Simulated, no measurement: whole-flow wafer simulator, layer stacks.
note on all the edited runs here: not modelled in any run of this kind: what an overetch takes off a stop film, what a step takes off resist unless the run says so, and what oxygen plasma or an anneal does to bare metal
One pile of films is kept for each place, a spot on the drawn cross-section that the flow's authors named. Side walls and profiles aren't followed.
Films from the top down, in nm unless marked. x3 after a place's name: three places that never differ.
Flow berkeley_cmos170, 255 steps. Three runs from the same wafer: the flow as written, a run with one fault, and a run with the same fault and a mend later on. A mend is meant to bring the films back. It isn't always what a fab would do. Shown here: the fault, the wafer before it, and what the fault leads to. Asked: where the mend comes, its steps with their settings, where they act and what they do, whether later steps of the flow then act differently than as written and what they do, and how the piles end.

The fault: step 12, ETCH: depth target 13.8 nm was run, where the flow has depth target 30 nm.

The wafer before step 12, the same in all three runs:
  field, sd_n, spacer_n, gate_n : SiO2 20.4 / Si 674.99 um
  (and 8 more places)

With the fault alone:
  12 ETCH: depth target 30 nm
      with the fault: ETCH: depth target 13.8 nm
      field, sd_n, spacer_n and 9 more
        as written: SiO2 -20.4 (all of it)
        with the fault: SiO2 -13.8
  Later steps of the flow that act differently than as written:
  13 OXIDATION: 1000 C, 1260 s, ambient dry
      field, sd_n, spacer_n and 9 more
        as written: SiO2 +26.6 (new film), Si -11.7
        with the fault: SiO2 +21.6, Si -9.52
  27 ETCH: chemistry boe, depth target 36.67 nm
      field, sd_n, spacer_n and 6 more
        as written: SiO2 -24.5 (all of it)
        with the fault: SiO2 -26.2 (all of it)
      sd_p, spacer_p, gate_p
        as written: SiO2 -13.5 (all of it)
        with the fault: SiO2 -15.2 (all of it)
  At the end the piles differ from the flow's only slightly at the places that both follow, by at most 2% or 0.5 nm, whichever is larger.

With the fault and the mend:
  The mend comes after step 12.
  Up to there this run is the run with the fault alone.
  12a ETCH: depth target 16.2 nm (the flow's step 12 once more, with other settings)
      field, sd_n, spacer_n and 9 more
        SiO2 -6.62 (all of it)
  No later step of the flow acts differently than as written at any place that is followed.
  At the end the piles are the same as the flow's at every place that both follow.
